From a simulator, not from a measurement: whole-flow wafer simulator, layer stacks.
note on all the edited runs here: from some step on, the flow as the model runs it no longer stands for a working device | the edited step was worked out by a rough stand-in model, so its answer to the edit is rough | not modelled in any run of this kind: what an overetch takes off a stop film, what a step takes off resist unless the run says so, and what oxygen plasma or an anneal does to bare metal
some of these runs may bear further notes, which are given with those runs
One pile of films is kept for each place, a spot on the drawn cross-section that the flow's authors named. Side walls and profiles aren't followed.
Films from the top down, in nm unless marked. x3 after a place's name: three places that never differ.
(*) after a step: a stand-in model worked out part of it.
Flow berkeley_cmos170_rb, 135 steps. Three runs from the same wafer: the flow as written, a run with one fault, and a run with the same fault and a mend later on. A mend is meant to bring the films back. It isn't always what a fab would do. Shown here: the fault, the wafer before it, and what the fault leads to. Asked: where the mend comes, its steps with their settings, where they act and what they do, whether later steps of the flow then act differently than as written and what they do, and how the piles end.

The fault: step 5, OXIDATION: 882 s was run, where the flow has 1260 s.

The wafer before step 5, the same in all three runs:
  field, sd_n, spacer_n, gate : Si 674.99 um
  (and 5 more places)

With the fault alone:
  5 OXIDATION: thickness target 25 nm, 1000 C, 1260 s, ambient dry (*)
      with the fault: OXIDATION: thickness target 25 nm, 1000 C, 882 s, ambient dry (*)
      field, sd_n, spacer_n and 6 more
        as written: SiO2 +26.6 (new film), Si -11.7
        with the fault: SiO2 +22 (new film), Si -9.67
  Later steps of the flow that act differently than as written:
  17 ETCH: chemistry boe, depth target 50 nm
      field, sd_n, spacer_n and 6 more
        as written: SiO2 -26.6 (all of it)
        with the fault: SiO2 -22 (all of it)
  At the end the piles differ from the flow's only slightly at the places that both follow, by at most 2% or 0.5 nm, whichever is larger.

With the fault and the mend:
  The mend comes after step 5.
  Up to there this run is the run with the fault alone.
  5a OXIDATION: thickness target 25 nm, 1000 C, 378 s, ambient dry (*) (the flow's step 5 once more, with other settings)
      field, sd_n, spacer_n and 6 more
        SiO2 +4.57, Si -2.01
  No later step of the flow acts differently than as written at any place that is followed.
  At the end the piles are the same as the flow's at every place that both follow.
